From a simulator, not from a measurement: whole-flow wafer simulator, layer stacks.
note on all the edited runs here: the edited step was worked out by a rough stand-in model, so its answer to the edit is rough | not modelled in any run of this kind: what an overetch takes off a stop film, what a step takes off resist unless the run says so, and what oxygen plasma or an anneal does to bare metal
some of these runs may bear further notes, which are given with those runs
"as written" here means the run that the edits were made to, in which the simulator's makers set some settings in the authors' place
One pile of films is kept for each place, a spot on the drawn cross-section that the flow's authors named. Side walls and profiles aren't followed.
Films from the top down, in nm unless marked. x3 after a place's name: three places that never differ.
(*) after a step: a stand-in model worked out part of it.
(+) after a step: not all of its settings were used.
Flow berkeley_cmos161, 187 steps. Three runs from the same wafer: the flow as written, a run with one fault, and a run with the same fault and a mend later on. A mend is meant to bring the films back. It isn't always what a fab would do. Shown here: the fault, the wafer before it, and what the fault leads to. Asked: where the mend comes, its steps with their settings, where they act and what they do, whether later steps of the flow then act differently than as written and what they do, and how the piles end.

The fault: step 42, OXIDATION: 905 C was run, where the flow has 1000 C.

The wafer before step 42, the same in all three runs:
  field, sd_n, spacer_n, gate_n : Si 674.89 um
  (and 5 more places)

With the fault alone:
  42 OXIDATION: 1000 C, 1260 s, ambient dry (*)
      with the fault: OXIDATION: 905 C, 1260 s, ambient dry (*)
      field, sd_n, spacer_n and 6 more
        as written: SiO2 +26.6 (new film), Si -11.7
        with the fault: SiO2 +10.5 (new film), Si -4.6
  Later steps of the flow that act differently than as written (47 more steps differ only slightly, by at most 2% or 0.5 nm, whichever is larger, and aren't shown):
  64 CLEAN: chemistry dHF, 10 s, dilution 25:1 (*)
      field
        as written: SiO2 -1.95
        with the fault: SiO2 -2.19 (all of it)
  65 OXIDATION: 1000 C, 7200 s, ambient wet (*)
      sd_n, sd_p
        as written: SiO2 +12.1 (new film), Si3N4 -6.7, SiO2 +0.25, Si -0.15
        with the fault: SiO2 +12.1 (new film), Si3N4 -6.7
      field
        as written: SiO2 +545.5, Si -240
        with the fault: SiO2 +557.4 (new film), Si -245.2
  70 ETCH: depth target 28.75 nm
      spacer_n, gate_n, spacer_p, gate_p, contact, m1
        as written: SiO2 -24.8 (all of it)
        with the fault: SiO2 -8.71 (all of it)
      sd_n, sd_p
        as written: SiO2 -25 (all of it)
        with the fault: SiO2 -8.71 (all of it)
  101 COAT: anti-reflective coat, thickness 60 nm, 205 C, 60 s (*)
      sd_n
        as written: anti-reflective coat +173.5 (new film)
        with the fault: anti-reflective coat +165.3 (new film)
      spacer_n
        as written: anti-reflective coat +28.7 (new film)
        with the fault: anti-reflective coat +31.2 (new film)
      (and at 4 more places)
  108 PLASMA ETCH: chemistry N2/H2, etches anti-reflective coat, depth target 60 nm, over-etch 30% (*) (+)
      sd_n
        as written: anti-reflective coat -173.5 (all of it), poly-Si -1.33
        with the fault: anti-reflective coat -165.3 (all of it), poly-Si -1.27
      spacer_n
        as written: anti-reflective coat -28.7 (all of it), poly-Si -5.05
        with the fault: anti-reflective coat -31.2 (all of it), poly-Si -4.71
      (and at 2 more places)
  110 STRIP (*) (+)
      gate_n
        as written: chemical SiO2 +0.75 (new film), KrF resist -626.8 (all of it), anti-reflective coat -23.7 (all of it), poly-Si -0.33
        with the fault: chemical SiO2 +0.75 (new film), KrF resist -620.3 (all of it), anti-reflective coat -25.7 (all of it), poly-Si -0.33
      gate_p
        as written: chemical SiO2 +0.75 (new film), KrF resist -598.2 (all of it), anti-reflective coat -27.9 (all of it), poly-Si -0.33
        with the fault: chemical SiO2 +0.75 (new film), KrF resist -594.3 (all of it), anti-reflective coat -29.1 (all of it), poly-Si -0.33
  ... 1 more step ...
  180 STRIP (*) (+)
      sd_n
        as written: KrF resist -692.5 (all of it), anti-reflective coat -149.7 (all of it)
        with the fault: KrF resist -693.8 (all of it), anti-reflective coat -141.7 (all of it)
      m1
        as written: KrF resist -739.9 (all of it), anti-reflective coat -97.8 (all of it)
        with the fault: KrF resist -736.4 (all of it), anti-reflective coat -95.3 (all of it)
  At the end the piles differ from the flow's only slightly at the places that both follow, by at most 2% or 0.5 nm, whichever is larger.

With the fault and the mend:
  The mend comes after step 43.
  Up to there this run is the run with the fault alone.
  43a OXIDATION: 1000 C, 899 s, ambient dry (*) (the flow's step 42 once more, with other settings)
      field, sd_n, spacer_n and 6 more
        SiO2 +16.1, Si -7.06
  No later step of the flow acts differently than as written, at any place that is followed, by more than 2% or 0.5 nm, whichever is larger.
  At the end the piles are the same as the flow's at every place that both follow.
